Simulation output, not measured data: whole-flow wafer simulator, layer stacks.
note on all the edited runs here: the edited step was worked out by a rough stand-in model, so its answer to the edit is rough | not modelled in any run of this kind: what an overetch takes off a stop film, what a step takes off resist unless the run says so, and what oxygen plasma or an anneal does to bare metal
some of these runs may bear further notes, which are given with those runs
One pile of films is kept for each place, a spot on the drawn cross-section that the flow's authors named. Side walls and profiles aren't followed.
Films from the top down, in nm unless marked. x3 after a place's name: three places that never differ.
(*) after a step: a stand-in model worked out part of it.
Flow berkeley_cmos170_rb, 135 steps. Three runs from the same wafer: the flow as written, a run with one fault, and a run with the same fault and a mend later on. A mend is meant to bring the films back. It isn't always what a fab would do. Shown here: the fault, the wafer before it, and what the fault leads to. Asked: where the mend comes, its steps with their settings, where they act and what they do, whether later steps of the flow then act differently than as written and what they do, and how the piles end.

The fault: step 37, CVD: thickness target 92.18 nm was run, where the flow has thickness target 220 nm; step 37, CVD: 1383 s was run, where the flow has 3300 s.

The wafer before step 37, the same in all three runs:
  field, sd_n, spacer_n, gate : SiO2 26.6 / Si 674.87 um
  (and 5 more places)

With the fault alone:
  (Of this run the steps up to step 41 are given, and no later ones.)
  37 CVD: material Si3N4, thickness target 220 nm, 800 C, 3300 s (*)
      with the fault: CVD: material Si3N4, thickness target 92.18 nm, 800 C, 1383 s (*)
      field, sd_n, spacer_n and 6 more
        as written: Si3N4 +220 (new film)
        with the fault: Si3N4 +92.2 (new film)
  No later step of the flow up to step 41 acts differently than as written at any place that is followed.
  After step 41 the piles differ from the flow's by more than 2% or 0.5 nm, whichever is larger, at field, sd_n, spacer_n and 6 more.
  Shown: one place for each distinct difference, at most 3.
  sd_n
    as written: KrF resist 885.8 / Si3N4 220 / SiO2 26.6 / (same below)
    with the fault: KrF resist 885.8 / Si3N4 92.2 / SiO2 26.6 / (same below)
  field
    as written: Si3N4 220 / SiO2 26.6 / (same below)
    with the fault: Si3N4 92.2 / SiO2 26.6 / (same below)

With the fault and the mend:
  The mend comes after step 37.
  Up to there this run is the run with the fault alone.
  37a CVD: material Si3N4, thickness target 127.8 nm, 800 C, 1917 s (*) (the flow's step 37 once more, with other settings)
      field, sd_n, spacer_n and 6 more
        Si3N4 +127.8
  No later step of the flow acts differently than as written at any place that is followed.
  At the end the piles are the same as the flow's at every place that both follow.
